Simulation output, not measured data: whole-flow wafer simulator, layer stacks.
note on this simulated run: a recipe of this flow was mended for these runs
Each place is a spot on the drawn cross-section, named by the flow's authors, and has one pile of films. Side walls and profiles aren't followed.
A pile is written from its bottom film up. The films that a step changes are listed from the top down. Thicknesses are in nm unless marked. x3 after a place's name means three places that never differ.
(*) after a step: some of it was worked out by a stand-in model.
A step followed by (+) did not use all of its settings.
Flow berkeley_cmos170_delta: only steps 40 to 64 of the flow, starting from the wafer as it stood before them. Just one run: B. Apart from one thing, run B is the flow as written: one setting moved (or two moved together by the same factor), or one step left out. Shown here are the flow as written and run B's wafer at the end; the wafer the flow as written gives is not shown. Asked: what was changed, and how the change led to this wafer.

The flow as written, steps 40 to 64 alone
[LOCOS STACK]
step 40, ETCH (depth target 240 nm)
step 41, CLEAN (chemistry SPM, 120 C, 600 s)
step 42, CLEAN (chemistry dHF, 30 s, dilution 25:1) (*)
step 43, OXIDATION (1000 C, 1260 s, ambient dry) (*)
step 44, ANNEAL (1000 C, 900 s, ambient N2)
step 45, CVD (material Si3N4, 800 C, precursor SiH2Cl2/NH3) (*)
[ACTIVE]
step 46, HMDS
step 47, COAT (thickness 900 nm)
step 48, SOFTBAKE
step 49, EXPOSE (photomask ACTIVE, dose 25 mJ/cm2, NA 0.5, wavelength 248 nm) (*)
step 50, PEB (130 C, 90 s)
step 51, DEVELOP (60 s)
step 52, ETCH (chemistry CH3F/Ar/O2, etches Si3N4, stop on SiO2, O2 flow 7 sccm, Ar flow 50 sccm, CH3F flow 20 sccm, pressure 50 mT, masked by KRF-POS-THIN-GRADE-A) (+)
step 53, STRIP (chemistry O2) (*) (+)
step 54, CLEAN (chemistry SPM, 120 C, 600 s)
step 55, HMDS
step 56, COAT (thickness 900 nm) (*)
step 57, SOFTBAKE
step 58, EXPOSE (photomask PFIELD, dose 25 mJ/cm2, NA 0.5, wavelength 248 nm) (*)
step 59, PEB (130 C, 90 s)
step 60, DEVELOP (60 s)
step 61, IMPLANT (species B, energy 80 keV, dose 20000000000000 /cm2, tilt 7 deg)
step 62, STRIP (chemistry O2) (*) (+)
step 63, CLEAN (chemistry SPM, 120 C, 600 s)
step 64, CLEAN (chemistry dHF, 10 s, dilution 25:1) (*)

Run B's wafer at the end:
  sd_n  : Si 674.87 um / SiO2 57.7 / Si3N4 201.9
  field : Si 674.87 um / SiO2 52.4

Cause: step 40, ETCH: depth target 151 nm was run, though the flow has depth target 240 nm.

Step by step, how the change led to this:
  step 40, ETCH (depth target 240 nm)
      field, sd_n, spacer_n and 6 more: SiO2 loses 151 (it would be, as written: SiO2 loses 197.6 (all of it))
  step 41, CLEAN (chemistry SPM, 120 C, 600 s)
      field, sd_n, spacer_n and 6 more: nothing (it would be, as written: chemical SiO2 gains 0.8 (new film), Si loses 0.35)
  step 42, CLEAN (chemistry dHF, 30 s, dilution 25:1) (*)
      field, sd_n, spacer_n and 6 more: SiO2 loses 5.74 (it would be, as written: chemical SiO2 loses 0.8 (all of it))
  step 43, OXIDATION (1000 C, 1260 s, ambient dry) (*)
      field, sd_n, spacer_n and 6 more: SiO2 gains 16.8, Si loses 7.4 (it would be, as written: SiO2 gains 26.6 (new film), Si loses 11.7)
